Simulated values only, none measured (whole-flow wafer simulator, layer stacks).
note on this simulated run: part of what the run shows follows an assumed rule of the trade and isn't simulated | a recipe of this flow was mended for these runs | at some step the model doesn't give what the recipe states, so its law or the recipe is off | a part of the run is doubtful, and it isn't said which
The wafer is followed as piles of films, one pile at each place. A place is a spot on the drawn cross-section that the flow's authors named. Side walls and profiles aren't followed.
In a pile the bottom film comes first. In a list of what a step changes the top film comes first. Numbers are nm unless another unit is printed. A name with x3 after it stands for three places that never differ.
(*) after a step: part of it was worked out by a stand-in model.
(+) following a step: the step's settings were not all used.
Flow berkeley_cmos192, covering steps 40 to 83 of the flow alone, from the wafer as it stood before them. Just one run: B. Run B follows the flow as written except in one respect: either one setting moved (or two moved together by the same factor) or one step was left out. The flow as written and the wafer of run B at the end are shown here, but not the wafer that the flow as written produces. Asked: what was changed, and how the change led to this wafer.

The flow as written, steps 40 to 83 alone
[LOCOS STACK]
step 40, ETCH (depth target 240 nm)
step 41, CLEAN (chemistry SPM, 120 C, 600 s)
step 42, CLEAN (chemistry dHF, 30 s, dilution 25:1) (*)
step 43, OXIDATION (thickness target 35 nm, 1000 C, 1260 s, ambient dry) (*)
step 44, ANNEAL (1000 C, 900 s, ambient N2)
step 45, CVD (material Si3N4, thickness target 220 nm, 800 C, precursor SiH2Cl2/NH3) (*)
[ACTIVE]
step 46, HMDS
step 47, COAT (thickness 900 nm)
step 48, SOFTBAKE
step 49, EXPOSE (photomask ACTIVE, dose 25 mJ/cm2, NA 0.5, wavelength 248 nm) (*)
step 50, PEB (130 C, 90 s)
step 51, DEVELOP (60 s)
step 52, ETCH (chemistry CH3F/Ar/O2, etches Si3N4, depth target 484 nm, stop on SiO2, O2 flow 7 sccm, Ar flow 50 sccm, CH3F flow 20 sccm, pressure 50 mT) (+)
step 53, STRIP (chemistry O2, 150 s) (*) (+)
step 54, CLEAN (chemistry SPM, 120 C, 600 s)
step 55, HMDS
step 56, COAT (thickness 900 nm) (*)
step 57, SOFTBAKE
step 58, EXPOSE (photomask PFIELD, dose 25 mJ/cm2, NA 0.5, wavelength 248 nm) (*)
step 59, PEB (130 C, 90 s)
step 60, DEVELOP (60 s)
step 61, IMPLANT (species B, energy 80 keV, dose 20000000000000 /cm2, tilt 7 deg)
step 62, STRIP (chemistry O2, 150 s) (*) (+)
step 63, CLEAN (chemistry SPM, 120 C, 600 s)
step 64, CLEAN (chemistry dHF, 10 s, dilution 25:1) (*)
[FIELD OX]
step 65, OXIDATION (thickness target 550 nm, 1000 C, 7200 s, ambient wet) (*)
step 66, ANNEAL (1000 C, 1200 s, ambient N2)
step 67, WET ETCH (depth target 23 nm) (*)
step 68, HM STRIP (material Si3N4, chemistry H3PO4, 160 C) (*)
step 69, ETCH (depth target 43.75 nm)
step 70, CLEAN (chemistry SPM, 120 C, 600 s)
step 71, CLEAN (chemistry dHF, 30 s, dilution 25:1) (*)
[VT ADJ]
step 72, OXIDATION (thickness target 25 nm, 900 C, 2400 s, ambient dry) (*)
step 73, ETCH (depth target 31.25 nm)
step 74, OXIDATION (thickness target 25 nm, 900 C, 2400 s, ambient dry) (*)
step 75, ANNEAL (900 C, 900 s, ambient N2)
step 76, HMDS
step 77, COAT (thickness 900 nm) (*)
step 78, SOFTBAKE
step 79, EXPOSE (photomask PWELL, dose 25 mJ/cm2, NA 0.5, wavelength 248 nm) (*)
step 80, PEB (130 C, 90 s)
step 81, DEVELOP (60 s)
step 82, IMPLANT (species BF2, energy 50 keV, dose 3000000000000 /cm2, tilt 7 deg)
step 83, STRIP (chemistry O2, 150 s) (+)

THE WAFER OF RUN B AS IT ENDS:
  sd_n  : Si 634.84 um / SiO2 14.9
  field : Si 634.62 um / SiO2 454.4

What caused this: step 43, OXIDATION: thickness target 105 nm was run, though the flow has thickness target 35 nm; step 43, OXIDATION: 3780 s was run, where the flow has 1260 s.

Step by step, how the change led to this:
  step 43, OXIDATION (thickness target 35 nm, 1000 C, 1260 s, ambient dry) (*)
      field, sd_n, spacer_n and 6 more: +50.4 SiO2 (new film), -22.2 Si (in the flow as written it would be: +26.6 SiO2 (new film), -11.7 Si)
  step 65, OXIDATION (thickness target 550 nm, 1000 C, 7200 s, ambient wet) (*)
      gate: +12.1 SiO2 (new film), -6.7 Si3N4 (in the flow as written it would be: +12.1 SiO2 (new film), -6.7 Si3N4, +0.05 SiO2, -0.05 Si)
      field: +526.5 SiO2, -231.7 Si (in the flow as written it would be: +542.3 SiO2, -238.6 Si)
      (as well as at 2 more places)
  step 69, ETCH (depth target 43.75 nm)
      spacer_n, gate, spacer_p, gate_p, contact, m1: -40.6 SiO2 (all of it) (in the flow as written it would be: -16.7 SiO2 (all of it))
      sd_n: -43.1 SiO2 (all of it) (in the flow as written it would be: -16.8 SiO2 (all of it))
      (as well as at 1 more place)
